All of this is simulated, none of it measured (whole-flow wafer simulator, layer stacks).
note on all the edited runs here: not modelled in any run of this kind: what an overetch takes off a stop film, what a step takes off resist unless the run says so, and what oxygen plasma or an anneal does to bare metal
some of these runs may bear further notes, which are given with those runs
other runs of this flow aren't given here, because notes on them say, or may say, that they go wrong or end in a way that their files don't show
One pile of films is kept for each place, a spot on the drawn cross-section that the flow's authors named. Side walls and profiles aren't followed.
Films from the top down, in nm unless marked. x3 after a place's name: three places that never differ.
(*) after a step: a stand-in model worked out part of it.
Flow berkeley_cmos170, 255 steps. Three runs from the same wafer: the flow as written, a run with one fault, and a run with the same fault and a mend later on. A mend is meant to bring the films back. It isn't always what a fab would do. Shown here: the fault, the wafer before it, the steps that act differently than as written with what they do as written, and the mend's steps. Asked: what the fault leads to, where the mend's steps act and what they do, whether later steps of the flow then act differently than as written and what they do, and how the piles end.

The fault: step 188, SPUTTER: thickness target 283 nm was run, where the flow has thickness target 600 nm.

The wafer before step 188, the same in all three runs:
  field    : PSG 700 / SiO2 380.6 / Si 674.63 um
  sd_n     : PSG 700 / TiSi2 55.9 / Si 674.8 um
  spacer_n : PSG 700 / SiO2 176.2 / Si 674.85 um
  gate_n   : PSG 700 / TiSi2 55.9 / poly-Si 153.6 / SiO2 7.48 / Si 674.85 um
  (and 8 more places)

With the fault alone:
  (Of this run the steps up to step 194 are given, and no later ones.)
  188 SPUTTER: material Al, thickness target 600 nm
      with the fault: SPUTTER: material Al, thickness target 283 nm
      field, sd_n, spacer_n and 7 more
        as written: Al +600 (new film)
        with the fault: Al +283 (new film)
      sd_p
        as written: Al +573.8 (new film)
        with the fault: Al +263.5 (new film)
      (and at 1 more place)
  Later steps of the flow that act differently than as written (2 more steps differ only slightly, by at most 2% or 0.5 nm, whichever is larger, and aren't shown):
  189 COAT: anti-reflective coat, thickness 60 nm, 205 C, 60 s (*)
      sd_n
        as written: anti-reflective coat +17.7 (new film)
        with the fault: anti-reflective coat +9.07 (new film)
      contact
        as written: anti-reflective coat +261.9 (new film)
        with the fault: anti-reflective coat +227.4 (new film)
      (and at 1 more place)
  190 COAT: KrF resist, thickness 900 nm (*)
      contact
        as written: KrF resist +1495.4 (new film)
        with the fault: KrF resist +1426.7 (new film)
  After step 194 the piles differ from the flow's by more than 2% or 0.5 nm, whichever is larger, at field, sd_n, spacer_n and 9 more.
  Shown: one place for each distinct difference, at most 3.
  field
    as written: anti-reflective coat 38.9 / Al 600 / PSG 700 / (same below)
    with the fault: anti-reflective coat 38.4 / Al 283 / PSG 700 / (same below)
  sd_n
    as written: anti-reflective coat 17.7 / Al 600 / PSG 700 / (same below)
    with the fault: anti-reflective coat 9.07 / Al 283 / PSG 700 / (same below)
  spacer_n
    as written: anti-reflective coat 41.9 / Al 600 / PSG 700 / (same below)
    with the fault: anti-reflective coat 42 / Al 283 / PSG 700 / (same below)

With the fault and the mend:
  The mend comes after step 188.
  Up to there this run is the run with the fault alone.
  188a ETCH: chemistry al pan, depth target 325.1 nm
      field, sd_n, spacer_n and 7 more
        Al -283 (all of it)
      sd_p
        Al -263.5 (all of it)
      contact
        Al -200.5 (all of it)
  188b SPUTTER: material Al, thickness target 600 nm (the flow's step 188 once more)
      field, sd_n, spacer_n and 7 more
        Al +600 (new film)
      sd_p
        Al +573.8 (new film)
      contact
        Al +415.7 (new film)
  No later step of the flow acts differently than as written at any place that is followed.
  At the end the piles are the same as the flow's at every place that both follow.
